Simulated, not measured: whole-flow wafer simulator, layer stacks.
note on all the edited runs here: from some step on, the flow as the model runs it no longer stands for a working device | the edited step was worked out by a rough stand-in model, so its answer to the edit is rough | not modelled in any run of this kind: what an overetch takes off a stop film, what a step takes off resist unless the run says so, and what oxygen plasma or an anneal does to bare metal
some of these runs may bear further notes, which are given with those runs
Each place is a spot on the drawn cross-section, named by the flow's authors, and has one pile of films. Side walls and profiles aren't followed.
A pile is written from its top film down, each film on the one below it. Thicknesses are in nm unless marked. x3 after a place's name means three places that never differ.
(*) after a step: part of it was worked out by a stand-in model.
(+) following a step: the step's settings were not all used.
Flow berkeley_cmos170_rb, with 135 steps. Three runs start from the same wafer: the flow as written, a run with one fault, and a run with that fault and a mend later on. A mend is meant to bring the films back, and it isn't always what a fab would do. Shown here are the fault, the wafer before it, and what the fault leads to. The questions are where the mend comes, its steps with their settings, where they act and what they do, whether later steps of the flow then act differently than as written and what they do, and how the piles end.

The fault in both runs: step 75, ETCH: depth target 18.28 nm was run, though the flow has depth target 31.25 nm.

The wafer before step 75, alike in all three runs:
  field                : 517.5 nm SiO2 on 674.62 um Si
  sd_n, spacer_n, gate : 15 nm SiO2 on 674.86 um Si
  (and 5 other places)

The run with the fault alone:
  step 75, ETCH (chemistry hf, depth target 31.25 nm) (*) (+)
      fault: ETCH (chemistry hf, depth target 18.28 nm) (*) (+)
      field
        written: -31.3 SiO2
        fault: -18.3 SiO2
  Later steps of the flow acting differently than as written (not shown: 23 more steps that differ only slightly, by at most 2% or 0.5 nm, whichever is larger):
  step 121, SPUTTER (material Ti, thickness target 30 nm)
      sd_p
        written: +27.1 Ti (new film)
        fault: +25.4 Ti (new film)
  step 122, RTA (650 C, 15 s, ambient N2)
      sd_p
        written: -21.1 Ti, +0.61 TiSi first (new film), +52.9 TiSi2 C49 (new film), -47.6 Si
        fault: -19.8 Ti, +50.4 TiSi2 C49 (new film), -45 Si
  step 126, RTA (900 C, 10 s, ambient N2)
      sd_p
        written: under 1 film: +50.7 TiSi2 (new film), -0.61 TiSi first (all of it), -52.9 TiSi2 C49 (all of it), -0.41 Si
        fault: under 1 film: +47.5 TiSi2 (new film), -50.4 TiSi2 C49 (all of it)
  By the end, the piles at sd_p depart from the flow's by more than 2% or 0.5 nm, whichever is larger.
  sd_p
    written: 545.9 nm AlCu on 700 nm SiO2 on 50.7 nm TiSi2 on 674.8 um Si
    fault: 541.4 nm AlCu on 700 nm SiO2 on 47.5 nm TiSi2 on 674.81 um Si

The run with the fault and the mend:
  The mend follows step 75.
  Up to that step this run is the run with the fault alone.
  step 75a, ETCH (chemistry hf, depth target 12.97 nm) (*) (+) (a further turn of the flow's step 75, with different settings)
      field
        -13 SiO2
  Every later step of the flow that is run acts as written, at every place that is followed, to within 2% or 0.5 nm, whichever is larger.
  By the end, the piles equal the flow's at every place that both follow.
